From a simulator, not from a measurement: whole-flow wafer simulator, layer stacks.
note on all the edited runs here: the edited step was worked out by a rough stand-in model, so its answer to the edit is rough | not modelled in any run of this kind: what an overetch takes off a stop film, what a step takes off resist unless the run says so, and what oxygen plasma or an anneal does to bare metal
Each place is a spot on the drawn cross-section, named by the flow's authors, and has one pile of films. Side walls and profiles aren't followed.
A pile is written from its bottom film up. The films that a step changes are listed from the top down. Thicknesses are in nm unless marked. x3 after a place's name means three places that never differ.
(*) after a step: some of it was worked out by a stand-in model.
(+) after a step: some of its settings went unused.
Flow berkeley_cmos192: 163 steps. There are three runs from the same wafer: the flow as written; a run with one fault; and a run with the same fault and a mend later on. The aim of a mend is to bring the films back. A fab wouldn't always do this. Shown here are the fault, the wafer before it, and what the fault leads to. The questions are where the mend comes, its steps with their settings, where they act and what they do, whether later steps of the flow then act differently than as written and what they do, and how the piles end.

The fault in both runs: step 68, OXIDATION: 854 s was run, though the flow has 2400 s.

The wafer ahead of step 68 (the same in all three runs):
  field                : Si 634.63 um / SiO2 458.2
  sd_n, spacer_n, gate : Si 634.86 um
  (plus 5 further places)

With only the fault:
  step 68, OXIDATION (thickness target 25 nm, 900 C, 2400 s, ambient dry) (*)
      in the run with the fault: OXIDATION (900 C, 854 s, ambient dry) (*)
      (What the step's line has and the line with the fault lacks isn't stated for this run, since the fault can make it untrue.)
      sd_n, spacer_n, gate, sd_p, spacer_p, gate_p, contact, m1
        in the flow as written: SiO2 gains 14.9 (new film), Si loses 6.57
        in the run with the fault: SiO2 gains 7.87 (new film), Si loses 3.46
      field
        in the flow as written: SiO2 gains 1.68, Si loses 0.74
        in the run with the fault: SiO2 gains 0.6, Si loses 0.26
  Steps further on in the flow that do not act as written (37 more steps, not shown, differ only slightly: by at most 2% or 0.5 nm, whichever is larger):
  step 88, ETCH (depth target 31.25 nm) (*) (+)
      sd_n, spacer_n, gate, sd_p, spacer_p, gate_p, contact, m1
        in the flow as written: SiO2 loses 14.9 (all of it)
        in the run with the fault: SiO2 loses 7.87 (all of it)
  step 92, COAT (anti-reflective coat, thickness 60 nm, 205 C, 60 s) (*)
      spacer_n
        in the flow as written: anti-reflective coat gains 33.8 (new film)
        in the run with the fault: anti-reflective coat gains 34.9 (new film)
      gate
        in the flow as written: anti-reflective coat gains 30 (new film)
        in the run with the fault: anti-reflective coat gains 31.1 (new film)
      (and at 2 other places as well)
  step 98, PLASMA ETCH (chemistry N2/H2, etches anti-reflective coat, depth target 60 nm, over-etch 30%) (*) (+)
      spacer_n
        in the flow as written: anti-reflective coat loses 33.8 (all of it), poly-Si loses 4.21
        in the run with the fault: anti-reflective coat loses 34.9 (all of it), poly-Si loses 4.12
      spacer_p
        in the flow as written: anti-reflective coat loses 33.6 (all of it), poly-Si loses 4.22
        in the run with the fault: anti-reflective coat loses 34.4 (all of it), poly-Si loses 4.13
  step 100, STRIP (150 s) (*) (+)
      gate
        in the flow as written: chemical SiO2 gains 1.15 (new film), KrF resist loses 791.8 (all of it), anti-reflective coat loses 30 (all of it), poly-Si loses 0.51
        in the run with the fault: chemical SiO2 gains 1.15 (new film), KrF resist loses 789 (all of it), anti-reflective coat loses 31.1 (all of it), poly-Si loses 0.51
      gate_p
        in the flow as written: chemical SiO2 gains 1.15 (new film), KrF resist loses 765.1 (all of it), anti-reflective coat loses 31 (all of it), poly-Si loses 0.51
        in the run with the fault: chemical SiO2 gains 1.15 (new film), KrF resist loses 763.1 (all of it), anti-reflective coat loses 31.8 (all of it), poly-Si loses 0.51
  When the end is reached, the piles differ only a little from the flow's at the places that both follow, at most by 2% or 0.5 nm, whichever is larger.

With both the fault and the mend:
  The mend follows step 75.
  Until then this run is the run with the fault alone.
  step 75a, STRIP (150 s) (*) (+)
      sd_p
        KrF resist loses 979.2 (all of it)
      spacer_p
        KrF resist loses 960.4 (all of it)
      gate_p
        KrF resist loses 959.5 (all of it)
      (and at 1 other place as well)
  step 75b, CLEAN (chemistry SPM)
      does not change any film at any place that is followed
  step 75c, OXIDATION (900 C, 1454 s, ambient dry) (*) (a further turn of the flow's step 68, with different settings)
      sd_n, spacer_n, gate, sd_p, spacer_p, gate_p, contact, m1
        SiO2 gains 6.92, Si loses 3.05
      field
        SiO2 gains 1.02, Si loses 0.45
  step 75d, HMDS (a further turn of the flow's step 70)
      does not change any film at any place that is followed
  step 75e, COAT (KrF resist, thickness 900 nm) (*) (a further turn of the flow's step 71)
      spacer_n, gate
        KrF resist gains 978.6 (new film)
      field
        KrF resist gains 842.4 (new film)
      sd_n
        KrF resist gains 1013.2 (new film)
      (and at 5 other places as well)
  step 75f, SOFTBAKE (KrF resist) (a further turn of the flow's step 72)
      does not change any film at any place that is followed
  step 75g, EXPOSE (photomask PWELL, dose 30 mJ/cm2, NA 0.5, wavelength 248 nm) (*) (a further turn of the flow's step 73)
      does not change any film at any place that is followed
  step 75h, PEB (KrF resist, 130 C, 60 s) (a further turn of the flow's step 74)
      sd_n, m1
        KrF resist loses 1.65
      spacer_n, gate
        KrF resist loses 1.58
      spacer_p, gate_p
        KrF resist loses 1.57
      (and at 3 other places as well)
  step 75i, DEVELOP (KrF resist, thickness 900 nm, developer developer-D-0.26N, 45 s) (a further turn of the flow's step 75)
      sd_p, spacer_p, gate_p, m1
        KrF resist loses 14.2
      field
        KrF resist loses 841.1 (all of it)
      sd_n
        KrF resist loses 1011.6 (all of it)
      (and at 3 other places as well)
  Later steps of the flow that are run all act as written at every place that is followed, up to a difference of at most 2% or 0.5 nm, whichever is larger.
  When the end is reached, the piles differ only a little from the flow's at the places that both follow, at most by 2% or 0.5 nm, whichever is larger.
